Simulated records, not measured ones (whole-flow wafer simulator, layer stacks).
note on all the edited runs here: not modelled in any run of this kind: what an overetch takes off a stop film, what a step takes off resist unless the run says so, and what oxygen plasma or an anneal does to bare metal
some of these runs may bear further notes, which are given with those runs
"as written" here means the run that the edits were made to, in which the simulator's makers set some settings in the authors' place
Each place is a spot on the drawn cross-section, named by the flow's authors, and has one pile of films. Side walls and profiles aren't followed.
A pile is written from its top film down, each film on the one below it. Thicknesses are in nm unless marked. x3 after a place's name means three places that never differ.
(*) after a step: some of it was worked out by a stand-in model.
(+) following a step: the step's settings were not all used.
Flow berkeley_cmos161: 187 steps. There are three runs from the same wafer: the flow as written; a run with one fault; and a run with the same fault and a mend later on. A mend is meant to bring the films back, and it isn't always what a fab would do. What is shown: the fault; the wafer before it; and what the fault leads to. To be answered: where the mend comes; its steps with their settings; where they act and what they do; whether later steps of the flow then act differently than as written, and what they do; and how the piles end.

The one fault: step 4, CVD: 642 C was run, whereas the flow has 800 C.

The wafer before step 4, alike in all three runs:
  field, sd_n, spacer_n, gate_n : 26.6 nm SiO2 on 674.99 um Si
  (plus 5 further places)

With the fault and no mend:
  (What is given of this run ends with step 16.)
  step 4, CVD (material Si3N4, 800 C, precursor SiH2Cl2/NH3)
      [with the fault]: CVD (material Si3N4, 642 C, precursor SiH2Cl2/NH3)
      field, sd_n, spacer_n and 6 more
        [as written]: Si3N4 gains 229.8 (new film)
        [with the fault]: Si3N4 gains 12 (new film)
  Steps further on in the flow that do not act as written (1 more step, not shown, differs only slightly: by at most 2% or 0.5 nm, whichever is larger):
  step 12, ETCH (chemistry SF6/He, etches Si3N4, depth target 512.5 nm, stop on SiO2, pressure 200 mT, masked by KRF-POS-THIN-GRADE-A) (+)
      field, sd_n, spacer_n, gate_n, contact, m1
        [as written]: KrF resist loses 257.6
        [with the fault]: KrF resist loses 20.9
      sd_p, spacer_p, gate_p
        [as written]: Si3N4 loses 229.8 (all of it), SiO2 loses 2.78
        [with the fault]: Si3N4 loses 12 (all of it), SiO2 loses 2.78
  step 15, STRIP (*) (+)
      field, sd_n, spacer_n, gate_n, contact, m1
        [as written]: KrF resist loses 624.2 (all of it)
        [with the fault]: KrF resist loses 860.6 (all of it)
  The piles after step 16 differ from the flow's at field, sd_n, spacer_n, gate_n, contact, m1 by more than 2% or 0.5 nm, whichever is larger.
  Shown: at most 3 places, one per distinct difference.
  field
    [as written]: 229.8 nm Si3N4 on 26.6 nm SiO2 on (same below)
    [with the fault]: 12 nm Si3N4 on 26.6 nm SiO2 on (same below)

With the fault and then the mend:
  The mend follows step 11.
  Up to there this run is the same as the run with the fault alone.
  step 11a, STRIP (*) (+)
      field, sd_n, spacer_n, gate_n, contact, m1
        KrF resist loses 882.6 (all of it)
  step 11b, CLEAN (chemistry SC1/SC2) (*) (a further turn of the flow's step 1)
      leaves every film unchanged at each place that is followed
  step 11c, CVD (material Si3N4, 800 C, precursor SiH2Cl2/NH3) (a further turn of the flow's step 4; the settings that differ are not printed)
      field, sd_n, spacer_n and 6 more
        Si3N4 gains 217.8
  step 11d, HMDS (a further turn of the flow's step 5)
      leaves every film unchanged at each place that is followed
  step 11e, COAT (KrF resist, thickness 900 nm) (a further turn of the flow's step 6)
      field, sd_n, spacer_n and 6 more
        KrF resist gains 900 (new film)
  step 11f, SOFTBAKE (KrF resist) (a further turn of the flow's step 7)
      leaves every film unchanged at each place that is followed
  step 11g, EXPOSE (photomask NWELL, dose 25 mJ/cm2, NA 0.35, wavelength 248 nm) (*) (a further turn of the flow's step 8)
      leaves every film unchanged at each place that is followed
  step 11h, PEB (KrF resist, 130 C) (a further turn of the flow's step 9)
      field, sd_n, spacer_n and 6 more
        KrF resist loses 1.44
  step 11i, DEVELOP (KrF resist, thickness 900 nm, developer developer-D-0.26N) (a further turn of the flow's step 10)
      field, sd_n, spacer_n, gate_n, contact, m1
        KrF resist loses 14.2
      sd_p, spacer_p, gate_p
        KrF resist loses 898.6 (all of it)
  step 11j, HARDBAKE (120 C, 3600 s) (a further turn of the flow's step 11)
      field, sd_n, spacer_n, gate_n, contact, m1
        KrF resist loses 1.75
  None of the later steps of the flow differs from how it acts as written, at any place that is followed, by more than 2% or 0.5 nm, whichever is larger.
  By the end, the piles equal the flow's at every place that both follow.
